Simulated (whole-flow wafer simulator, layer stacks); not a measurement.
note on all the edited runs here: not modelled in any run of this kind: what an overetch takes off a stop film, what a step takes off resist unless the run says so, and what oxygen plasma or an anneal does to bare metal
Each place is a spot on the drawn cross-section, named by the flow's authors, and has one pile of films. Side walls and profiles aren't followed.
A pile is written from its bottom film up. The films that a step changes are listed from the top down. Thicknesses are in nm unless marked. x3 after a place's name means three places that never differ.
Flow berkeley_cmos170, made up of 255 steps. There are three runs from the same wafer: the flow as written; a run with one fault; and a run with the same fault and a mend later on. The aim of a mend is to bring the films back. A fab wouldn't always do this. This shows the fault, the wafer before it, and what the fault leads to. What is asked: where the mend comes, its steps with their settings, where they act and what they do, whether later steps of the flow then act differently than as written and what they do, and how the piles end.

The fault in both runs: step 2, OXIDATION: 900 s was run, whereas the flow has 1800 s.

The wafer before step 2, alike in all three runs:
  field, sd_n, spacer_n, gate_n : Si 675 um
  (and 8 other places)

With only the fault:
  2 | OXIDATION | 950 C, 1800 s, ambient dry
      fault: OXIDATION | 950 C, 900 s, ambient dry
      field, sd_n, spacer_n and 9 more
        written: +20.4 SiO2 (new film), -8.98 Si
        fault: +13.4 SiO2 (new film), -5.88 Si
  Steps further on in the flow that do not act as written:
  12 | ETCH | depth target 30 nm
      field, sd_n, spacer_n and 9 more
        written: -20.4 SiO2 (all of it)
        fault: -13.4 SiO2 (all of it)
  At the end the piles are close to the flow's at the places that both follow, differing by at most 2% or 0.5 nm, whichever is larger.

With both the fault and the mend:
  The mend follows step 2.
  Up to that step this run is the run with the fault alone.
  2a | OXIDATION | 950 C, 900 s, ambient dry (the flow's step 2, run once more with other settings)
      field, sd_n, spacer_n and 9 more
        +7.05 SiO2, -3.1 Si
  None of the later steps of the flow acts differently than as written at any place that is followed.
  At every place that both follow, the piles at the end match the flow's.
